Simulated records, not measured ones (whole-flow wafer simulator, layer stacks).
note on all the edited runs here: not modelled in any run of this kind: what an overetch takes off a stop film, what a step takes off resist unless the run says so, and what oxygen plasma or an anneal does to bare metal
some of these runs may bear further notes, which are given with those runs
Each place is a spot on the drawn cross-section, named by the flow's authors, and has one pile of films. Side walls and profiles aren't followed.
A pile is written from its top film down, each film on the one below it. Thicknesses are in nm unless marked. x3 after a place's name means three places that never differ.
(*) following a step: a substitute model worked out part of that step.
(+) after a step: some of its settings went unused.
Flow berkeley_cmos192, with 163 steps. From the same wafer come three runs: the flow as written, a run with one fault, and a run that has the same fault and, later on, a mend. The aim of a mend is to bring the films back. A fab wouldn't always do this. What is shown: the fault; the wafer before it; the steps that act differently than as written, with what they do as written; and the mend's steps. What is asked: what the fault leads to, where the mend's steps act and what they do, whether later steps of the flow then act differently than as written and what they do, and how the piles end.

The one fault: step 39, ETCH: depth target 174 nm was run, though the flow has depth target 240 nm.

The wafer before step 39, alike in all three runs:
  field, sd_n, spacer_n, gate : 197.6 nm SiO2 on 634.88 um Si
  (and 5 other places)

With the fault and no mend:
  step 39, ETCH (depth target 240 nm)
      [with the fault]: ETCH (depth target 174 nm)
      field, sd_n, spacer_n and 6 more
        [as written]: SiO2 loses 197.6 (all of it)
        [with the fault]: SiO2 loses 174
  Steps later in the flow that act otherwise than as written (not shown: 44 more steps that differ only slightly, by at most 2% or 0.5 nm, whichever is larger):
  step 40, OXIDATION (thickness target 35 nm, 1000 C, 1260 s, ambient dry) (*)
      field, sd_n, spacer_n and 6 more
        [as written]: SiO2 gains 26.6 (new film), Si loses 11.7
        [with the fault]: SiO2 gains 20, Si loses 8.81
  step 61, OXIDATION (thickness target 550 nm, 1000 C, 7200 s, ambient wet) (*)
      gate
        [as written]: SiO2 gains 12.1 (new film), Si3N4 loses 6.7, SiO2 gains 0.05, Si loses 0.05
        [with the fault]: SiO2 gains 12.1 (new film), Si3N4 loses 6.7
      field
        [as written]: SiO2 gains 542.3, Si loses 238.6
        [with the fault]: SiO2 gains 531, Si loses 233.6
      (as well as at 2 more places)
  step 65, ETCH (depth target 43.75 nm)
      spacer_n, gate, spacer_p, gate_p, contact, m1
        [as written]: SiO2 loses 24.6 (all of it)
        [with the fault]: SiO2 loses 41.6 (all of it)
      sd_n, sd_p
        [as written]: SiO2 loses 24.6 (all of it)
        [with the fault]: SiO2 loses 43.1 (all of it)
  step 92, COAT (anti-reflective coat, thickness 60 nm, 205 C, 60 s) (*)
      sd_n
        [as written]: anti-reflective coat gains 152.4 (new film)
        [with the fault]: anti-reflective coat gains 160.3 (new film)
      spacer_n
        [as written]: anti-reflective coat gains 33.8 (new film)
        [with the fault]: anti-reflective coat gains 30.8 (new film)
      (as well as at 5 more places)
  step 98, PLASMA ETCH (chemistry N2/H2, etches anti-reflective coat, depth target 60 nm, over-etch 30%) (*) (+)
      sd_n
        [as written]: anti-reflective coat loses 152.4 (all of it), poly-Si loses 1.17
        [with the fault]: anti-reflective coat loses 160.3 (all of it), poly-Si loses 1.23
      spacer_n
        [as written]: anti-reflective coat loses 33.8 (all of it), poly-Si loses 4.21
        [with the fault]: anti-reflective coat loses 30.8 (all of it), poly-Si loses 4.55
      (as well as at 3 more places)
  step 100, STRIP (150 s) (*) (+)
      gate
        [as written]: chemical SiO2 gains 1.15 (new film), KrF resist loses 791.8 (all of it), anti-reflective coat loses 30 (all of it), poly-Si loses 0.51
        [with the fault]: chemical SiO2 gains 1.15 (new film), KrF resist loses 801 (all of it), anti-reflective coat loses 26.8 (all of it), poly-Si loses 0.51
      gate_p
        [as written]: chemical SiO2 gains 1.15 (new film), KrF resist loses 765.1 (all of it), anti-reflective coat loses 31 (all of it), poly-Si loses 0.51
        [with the fault]: chemical SiO2 gains 1.15 (new film), KrF resist loses 771.2 (all of it), anti-reflective coat loses 28.6 (all of it), poly-Si loses 0.51
  The piles end only slightly different from the flow's at the places that both follow, by no more than 2% or 0.5 nm, whichever is larger.

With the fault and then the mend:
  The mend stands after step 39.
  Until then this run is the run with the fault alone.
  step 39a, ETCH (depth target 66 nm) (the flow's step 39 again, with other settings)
      field, sd_n, spacer_n and 6 more
        SiO2 loses 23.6 (all of it)
  Later steps of the flow that are run all act as written at every place that is followed.
  By the end, the piles equal the flow's at every place that both follow.
